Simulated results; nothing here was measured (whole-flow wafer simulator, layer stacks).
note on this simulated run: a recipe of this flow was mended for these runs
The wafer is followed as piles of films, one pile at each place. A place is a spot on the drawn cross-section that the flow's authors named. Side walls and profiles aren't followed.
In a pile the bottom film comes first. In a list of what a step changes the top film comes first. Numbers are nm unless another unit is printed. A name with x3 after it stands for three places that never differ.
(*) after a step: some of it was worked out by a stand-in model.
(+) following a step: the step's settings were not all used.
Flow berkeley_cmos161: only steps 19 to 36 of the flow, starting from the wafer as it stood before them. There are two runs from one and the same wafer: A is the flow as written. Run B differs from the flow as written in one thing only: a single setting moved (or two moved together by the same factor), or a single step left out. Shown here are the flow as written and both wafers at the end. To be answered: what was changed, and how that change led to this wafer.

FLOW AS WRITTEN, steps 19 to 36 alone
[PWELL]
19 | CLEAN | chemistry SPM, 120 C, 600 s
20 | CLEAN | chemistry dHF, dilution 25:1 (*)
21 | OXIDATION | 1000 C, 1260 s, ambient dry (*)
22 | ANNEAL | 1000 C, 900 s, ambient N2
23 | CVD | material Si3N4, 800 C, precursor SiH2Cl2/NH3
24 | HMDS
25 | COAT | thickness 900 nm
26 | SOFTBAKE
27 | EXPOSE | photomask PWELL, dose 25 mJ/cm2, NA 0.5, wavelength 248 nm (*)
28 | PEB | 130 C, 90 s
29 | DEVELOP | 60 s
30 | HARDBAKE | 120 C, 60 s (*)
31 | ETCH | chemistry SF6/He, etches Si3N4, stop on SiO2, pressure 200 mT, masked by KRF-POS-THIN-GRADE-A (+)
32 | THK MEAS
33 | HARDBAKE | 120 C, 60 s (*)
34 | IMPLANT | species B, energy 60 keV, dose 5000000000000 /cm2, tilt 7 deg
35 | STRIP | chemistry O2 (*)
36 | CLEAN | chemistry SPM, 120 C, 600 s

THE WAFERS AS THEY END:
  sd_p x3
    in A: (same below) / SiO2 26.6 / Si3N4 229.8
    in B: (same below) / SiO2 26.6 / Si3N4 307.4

What caused this: step 23, CVD: 835 C was run, while the flow as written has 800 C.

The path from the change to this, step by step:
  23 | CVD | material Si3N4, 800 C, precursor SiH2Cl2/NH3
      field x6, sd_p x3: A +229.8 Si3N4 (new film) | B +307.4 Si3N4 (new film)
  31 | ETCH | chemistry SF6/He, etches Si3N4, stop on SiO2, pressure 200 mT, masked by KRF-POS-THIN-GRADE-A (+)
      field x6: A -229.8 Si3N4 (all of it), -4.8 SiO2 | B -307.4 Si3N4 (all of it), -4.8 SiO2
      sd_p x3: A -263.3 KrF-resist | B -347.7 KrF-resist
  35 | STRIP | chemistry O2 (*)
      sd_p x3: A -619.6 KrF-resist (all of it) | B -535.3 KrF-resist (all of it)
